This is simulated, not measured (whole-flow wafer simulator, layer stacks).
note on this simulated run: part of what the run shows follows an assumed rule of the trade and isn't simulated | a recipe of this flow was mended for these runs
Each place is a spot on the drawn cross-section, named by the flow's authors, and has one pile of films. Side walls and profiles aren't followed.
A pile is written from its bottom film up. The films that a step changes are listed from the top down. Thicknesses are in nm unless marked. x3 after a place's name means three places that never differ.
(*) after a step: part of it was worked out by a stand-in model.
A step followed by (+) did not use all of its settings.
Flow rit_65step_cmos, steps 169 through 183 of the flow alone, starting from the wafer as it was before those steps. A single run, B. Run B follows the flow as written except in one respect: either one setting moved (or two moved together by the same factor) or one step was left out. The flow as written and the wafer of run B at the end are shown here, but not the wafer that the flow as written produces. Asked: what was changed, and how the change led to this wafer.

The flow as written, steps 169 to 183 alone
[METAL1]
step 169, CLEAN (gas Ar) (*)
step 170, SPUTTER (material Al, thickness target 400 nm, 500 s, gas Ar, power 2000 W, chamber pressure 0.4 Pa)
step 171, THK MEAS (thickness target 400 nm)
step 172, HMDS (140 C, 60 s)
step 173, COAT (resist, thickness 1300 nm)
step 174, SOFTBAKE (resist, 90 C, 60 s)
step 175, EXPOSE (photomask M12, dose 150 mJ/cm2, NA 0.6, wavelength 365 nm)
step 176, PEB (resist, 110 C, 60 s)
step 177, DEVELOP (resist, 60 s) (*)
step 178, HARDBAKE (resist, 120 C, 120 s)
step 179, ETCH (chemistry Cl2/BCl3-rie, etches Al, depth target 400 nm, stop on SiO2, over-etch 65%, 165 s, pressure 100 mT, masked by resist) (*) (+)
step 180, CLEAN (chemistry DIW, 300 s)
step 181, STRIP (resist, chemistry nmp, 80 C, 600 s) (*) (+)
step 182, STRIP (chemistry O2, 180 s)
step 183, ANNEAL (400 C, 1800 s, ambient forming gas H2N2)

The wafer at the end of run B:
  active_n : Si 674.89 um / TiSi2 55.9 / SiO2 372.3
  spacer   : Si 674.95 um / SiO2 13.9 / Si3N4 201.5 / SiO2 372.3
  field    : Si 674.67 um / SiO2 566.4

The reason: step 170, SPUTTER: thickness target 496 nm was run, while the flow as written has thickness target 400 nm; step 170, SPUTTER: 620 s was run, where the flow has 500 s.

How this came from the change, step by step:
  step 170, SPUTTER (material Al, thickness target 400 nm, 500 s, gas Ar, power 2000 W, chamber pressure 0.4 Pa)
      field, field_pw, field_nw and 10 more: +496 Al (new film) (in the flow as written it would be: +400 Al (new film))
      contact: +309.7 Al (new film) (in the flow as written it would be: +255.4 Al (new film))
  step 173, COAT (resist, thickness 1300 nm)
      contact: +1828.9 resist (new film) (in the flow as written it would be: +1785.1 resist (new film))
  step 176, PEB (resist, 110 C, 60 s)
      contact: -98 resist (in the flow as written it would be: -95.5 resist)
  step 178, HARDBAKE (resist, 120 C, 120 s)
      contact: -63.9 resist (in the flow as written it would be: -62.1 resist)
  step 179, ETCH (chemistry Cl2/BCl3-rie, etches Al, depth target 400 nm, stop on SiO2, over-etch 65%, 165 s, pressure 100 mT, masked by resist) (*) (+)
      field, field_pw, field_nw and 9 more: -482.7 Al (all of it), -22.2 SiO2 (in the flow as written it would be: -386.7 Al (all of it), -34.2 SiO2)
  step 181, STRIP (resist, chemistry nmp, 80 C, 600 s) (*) (+)
      contact: -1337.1 resist (all of it) (in the flow as written it would be: -1297.5 resist (all of it))
